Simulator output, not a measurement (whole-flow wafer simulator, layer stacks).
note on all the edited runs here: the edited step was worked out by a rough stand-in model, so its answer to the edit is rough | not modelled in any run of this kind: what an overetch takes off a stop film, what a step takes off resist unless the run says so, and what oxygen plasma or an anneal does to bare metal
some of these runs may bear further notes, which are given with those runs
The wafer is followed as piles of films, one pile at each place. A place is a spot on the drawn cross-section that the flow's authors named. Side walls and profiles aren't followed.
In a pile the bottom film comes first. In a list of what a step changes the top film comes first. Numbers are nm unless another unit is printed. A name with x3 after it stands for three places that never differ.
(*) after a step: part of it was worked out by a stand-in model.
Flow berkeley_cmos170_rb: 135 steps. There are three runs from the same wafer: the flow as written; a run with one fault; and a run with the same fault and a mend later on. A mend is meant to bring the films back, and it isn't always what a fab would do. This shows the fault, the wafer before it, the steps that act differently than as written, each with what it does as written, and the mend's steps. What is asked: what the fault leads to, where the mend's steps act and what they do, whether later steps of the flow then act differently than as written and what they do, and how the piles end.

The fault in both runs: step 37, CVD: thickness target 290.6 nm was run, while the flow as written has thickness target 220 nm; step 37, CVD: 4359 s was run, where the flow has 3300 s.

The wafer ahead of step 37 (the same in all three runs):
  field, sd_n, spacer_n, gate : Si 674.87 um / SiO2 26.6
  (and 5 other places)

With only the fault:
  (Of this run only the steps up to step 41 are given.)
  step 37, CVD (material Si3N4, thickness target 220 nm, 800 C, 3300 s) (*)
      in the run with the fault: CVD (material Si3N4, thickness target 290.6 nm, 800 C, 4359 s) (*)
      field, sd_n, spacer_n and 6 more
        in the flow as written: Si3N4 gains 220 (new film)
        in the run with the fault: Si3N4 gains 290.6 (new film)
  Every later step of the flow up to step 41 that is run acts as written at every place that is followed.
  The piles after step 41 differ from the flow's at field, sd_n, spacer_n and 6 more by more than 2% or 0.5 nm, whichever is larger.
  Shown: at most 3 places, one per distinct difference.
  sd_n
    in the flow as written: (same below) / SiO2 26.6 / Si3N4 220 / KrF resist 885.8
    in the run with the fault: (same below) / SiO2 26.6 / Si3N4 290.6 / KrF resist 885.8
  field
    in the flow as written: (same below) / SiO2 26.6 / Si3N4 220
    in the run with the fault: (same below) / SiO2 26.6 / Si3N4 290.6

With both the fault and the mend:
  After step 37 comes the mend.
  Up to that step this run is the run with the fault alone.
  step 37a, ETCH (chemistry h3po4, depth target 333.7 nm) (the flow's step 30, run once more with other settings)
      field, sd_n, spacer_n and 6 more
        Si3N4 loses 290.6 (all of it)
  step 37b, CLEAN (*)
      leaves every film unchanged at each place that is followed
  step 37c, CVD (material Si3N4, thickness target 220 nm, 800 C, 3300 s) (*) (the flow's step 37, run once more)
      field, sd_n, spacer_n and 6 more
        Si3N4 gains 220 (new film)
  Every later step of the flow that is run acts as written at every place that is followed.
  By the end, the piles equal the flow's at every place that both follow.
